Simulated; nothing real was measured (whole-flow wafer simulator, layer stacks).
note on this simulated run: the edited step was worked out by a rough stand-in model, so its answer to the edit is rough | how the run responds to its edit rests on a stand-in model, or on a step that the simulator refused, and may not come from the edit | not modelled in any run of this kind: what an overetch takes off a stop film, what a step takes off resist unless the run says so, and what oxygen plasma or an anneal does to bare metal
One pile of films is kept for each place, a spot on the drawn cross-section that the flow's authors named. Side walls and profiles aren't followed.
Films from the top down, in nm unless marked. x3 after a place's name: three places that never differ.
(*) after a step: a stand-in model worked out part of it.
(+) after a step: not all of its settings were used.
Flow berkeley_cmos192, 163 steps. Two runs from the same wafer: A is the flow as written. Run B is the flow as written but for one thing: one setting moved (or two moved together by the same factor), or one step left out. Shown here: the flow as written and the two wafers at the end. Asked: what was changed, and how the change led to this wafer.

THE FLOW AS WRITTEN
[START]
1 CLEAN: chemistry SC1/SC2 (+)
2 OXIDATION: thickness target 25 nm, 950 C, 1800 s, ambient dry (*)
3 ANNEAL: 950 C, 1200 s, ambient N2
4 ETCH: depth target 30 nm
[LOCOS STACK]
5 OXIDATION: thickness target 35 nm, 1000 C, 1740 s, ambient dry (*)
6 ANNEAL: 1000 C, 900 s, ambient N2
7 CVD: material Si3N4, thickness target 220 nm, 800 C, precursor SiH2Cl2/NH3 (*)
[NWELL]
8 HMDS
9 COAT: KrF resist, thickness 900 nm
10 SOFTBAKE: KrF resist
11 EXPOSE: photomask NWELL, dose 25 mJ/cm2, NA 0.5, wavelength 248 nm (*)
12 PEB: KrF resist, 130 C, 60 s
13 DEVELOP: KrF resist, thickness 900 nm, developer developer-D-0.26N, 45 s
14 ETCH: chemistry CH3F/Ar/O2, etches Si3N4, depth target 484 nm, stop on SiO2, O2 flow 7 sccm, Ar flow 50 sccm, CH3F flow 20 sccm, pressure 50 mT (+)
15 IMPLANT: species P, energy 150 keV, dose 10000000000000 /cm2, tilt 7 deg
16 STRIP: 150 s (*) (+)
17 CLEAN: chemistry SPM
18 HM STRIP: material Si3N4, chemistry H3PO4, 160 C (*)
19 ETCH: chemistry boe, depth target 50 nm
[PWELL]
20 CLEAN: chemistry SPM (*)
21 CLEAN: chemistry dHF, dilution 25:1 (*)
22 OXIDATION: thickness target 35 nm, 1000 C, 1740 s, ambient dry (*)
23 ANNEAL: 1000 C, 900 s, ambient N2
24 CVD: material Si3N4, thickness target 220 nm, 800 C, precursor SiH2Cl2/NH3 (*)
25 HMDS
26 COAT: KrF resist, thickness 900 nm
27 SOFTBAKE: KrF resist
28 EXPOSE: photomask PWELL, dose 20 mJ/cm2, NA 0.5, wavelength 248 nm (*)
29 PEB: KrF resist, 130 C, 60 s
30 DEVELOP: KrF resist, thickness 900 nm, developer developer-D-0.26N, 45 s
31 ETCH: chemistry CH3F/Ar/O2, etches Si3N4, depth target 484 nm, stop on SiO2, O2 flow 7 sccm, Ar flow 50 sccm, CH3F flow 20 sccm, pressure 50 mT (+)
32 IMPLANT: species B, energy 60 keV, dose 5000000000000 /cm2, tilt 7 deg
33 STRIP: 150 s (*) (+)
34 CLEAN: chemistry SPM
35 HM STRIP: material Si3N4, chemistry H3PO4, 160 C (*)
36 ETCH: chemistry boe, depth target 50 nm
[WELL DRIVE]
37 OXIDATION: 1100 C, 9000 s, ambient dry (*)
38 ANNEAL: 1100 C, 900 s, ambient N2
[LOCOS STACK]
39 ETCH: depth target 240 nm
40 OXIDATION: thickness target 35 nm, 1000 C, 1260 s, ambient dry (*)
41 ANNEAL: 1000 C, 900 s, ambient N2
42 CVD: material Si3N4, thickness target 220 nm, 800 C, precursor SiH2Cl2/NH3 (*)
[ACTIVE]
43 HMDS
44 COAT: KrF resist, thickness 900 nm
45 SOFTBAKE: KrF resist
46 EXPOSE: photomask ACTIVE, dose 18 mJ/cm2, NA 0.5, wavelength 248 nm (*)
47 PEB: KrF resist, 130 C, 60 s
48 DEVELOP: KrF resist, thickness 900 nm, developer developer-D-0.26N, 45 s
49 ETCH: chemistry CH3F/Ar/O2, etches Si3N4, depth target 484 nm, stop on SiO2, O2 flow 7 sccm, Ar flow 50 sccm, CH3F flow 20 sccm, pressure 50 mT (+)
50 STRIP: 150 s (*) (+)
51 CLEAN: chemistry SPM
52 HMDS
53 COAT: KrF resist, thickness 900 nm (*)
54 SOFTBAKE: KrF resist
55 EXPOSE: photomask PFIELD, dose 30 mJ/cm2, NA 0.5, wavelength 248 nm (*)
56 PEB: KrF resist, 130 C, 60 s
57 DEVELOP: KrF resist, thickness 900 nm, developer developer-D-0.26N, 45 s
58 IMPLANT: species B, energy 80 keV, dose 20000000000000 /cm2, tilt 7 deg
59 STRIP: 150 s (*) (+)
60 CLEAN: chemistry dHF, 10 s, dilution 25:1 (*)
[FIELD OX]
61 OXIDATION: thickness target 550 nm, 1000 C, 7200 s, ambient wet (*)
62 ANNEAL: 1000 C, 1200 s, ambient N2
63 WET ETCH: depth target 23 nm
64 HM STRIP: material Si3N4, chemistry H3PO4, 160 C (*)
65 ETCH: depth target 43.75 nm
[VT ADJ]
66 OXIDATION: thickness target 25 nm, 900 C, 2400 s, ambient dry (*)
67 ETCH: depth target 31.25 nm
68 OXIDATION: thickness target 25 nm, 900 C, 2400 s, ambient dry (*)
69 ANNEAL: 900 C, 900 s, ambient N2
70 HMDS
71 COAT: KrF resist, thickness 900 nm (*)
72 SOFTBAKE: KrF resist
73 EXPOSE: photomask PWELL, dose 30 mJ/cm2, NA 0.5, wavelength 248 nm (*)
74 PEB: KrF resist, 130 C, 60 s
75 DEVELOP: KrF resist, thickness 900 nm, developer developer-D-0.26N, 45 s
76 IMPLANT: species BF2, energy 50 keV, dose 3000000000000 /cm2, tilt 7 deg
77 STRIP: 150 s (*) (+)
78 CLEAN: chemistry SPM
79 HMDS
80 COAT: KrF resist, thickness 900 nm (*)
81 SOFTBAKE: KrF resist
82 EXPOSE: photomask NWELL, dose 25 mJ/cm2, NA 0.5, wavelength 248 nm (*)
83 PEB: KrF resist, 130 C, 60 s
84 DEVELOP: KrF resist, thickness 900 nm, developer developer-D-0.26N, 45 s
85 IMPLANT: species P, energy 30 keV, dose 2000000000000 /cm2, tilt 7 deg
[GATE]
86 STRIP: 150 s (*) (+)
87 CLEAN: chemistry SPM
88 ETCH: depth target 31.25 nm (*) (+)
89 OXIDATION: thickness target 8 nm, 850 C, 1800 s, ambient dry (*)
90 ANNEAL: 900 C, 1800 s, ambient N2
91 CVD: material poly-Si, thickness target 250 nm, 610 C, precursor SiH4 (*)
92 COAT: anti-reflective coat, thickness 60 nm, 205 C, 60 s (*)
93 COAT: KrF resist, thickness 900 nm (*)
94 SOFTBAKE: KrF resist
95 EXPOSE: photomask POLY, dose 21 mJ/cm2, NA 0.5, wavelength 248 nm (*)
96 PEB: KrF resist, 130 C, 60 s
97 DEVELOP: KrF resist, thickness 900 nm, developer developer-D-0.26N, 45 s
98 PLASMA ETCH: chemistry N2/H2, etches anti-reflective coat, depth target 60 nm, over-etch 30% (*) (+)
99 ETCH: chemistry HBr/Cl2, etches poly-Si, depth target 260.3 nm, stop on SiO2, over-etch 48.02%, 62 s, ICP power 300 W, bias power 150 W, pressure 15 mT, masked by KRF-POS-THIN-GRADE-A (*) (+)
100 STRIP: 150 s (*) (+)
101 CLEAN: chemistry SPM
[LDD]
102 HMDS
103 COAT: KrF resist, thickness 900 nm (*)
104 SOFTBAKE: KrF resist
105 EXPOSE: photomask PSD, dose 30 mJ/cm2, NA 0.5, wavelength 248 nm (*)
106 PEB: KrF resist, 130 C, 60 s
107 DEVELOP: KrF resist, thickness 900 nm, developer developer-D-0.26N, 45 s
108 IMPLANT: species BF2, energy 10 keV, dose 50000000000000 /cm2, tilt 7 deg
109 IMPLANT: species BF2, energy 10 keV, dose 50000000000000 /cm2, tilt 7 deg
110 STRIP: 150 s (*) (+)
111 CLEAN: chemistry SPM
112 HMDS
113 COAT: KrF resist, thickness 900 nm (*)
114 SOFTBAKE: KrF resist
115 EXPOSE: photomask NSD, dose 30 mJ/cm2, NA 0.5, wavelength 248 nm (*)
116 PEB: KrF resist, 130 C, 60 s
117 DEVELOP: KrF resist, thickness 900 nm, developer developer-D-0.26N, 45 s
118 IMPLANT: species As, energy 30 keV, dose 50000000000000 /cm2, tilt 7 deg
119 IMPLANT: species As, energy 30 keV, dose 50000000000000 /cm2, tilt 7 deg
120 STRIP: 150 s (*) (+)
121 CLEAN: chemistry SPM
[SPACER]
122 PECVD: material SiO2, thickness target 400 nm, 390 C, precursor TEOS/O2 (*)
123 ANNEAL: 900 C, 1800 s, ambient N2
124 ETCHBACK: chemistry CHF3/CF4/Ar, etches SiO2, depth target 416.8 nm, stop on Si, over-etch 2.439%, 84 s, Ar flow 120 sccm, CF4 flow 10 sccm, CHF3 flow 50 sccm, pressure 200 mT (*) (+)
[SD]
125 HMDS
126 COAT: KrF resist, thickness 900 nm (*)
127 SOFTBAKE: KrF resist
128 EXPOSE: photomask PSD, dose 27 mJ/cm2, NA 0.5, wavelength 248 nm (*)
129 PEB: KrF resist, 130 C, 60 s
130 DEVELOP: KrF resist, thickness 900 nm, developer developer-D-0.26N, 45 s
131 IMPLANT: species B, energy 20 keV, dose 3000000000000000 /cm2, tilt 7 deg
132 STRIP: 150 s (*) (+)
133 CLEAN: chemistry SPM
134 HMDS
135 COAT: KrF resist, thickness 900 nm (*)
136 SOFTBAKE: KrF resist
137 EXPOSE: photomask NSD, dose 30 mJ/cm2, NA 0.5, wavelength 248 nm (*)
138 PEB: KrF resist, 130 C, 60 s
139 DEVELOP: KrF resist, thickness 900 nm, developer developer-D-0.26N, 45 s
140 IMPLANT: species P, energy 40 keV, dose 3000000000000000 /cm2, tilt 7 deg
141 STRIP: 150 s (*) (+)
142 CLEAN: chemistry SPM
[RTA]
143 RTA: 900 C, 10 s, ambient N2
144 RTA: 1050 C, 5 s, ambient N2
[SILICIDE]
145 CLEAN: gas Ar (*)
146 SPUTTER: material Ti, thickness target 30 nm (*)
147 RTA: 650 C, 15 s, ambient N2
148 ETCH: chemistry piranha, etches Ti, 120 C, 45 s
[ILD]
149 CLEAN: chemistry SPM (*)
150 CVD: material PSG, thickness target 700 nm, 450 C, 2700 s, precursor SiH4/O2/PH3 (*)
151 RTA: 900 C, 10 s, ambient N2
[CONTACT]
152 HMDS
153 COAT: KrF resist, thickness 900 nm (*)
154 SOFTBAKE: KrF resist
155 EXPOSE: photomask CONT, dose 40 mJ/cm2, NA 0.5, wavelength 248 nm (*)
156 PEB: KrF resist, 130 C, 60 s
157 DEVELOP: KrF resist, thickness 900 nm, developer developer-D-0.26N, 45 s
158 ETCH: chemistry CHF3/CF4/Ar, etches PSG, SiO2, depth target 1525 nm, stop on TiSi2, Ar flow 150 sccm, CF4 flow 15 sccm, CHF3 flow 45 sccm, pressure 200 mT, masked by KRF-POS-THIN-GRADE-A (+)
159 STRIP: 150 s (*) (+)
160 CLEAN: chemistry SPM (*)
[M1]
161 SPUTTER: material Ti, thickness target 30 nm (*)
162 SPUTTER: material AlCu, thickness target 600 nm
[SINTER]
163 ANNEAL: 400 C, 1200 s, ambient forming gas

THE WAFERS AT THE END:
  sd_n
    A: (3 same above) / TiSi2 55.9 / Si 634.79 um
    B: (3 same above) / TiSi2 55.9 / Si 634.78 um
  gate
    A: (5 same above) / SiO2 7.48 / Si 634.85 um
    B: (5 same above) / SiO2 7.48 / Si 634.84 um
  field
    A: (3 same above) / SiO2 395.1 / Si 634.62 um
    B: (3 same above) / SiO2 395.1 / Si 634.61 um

The cause: step 5, OXIDATION: 1069 C was run, where the flow has 1000 C.

How the change led to this, step by step:
  5 OXIDATION: thickness target 35 nm, 1000 C, 1740 s, ambient dry (*)
      field, sd_n, spacer_n and 6 more: A SiO2 +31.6 (new film), Si -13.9 | B SiO2 +57.2 (new film), Si -25.2
  19 ETCH: chemistry boe, depth target 50 nm
      field, sd_n, spacer_n, gate, contact, m1: A SiO2 -29.6 (all of it) | B SiO2 -50
      sd_p, spacer_p, gate_p: A SiO2 -18.5 (all of it) | B SiO2 -44.1 (all of it)
  20 CLEAN: chemistry SPM (*)
      field, sd_n, spacer_n, gate, contact, m1: A chemical SiO2 +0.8 (new film), Si -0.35 | B nothing
  21 CLEAN: chemistry dHF, dilution 25:1 (*)
      field, sd_n, spacer_n, gate, contact, m1: A chemical SiO2 -0.8 (all of it) | B SiO2 -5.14 (all of it)
